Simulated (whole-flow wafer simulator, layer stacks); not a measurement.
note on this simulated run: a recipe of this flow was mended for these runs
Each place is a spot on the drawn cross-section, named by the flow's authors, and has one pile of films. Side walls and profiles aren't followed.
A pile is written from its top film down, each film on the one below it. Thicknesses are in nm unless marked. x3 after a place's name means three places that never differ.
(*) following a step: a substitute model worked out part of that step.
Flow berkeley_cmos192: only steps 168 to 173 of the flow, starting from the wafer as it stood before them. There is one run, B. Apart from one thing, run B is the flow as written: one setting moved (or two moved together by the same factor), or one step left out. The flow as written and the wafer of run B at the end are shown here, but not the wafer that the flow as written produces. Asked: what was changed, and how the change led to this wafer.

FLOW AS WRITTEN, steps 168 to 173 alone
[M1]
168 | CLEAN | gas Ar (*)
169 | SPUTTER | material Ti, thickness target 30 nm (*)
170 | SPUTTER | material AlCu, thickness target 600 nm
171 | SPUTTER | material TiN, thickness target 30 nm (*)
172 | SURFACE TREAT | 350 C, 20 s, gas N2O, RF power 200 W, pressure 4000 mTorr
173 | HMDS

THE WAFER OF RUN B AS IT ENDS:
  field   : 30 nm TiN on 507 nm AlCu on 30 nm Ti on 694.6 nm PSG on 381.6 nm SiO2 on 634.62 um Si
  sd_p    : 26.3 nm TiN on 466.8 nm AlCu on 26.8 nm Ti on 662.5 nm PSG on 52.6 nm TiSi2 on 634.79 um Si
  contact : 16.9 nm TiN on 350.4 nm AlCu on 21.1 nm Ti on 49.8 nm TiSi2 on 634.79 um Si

Cause: step 170, SPUTTER: thickness target 507 nm was run, while the flow as written has thickness target 600 nm.
The wafer lets one read it off: field has AlCu 507, and step 170 as written asks for 600 nm.

Step by step, how the change led to this:
  170 | SPUTTER | material AlCu, thickness target 600 nm
      field, sd_n, spacer_n, gate, spacer_p, gate_p, m1: AlCu gains 507 (new film) (it would be, as written: AlCu gains 600 (new film))
      sd_p: AlCu gains 466.8 (new film) (it would be, as written: AlCu gains 557.4 (new film))
      (as well as at 1 more place)
  171 | SPUTTER | material TiN, thickness target 30 nm (*)
      contact: TiN gains 16.9 (new film) (it would be, as written: TiN gains 16 (new film))
